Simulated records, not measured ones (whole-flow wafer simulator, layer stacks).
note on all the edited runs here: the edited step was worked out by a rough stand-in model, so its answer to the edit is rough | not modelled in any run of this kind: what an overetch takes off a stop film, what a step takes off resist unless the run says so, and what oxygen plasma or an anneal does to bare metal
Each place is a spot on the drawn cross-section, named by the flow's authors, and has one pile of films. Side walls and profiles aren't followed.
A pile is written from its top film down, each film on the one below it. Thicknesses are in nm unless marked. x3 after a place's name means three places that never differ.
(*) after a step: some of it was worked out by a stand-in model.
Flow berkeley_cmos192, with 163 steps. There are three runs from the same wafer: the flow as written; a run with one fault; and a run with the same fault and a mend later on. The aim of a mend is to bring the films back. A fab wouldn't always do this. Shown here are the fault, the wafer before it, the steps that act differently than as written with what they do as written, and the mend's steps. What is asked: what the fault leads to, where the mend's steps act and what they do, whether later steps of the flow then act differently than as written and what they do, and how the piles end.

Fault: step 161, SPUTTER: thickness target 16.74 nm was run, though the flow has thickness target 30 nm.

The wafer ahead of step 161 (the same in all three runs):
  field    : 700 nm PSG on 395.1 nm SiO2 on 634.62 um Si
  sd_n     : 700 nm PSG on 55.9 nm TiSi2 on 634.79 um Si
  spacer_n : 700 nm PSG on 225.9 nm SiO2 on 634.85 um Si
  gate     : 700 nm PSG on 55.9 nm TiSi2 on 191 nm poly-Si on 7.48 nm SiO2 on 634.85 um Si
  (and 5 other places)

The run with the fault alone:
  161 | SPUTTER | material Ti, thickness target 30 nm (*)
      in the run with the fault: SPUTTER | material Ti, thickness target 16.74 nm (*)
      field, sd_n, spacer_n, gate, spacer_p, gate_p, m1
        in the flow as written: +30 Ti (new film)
        in the run with the fault: +16.7 Ti (new film)
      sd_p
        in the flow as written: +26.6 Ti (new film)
        in the run with the fault: +14.9 Ti (new film)
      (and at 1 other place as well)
  None of the later steps of the flow differs from how it acts as written, at any place that is followed, by more than 2% or 0.5 nm, whichever is larger.
  The piles end different from the flow's at field, sd_n, spacer_n and 6 more by more than 2% or 0.5 nm, whichever is larger.
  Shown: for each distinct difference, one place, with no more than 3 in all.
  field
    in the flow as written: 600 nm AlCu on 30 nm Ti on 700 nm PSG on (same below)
    in the run with the fault: 600 nm AlCu on 16.7 nm Ti on 700 nm PSG on (same below)
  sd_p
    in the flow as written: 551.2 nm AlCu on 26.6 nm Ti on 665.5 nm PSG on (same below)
    in the run with the fault: 551.9 nm AlCu on 14.9 nm Ti on 665.5 nm PSG on (same below)
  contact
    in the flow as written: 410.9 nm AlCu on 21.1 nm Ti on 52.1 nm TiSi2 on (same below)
    in the run with the fault: 413 nm AlCu on 11.8 nm Ti on 52.1 nm TiSi2 on (same below)

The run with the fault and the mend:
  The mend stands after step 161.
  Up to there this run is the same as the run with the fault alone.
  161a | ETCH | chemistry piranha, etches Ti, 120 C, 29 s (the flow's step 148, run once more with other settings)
      field, sd_n, spacer_n, gate, spacer_p, gate_p, m1
        -16.7 Ti (all of it)
      sd_p
        -14.9 Ti (all of it)
      contact
        -11.8 Ti (all of it), -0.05 TiSi2
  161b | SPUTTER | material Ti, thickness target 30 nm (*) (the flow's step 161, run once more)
      field, sd_n, spacer_n, gate, spacer_p, gate_p, m1
        +30 Ti (new film)
      sd_p
        +26.6 Ti (new film)
      contact
        +21.1 Ti (new film)
  None of the later steps of the flow acts differently than as written at any place that is followed.
  At the end the piles are close to the flow's at the places that both follow, differing by at most 2% or 0.5 nm, whichever is larger.
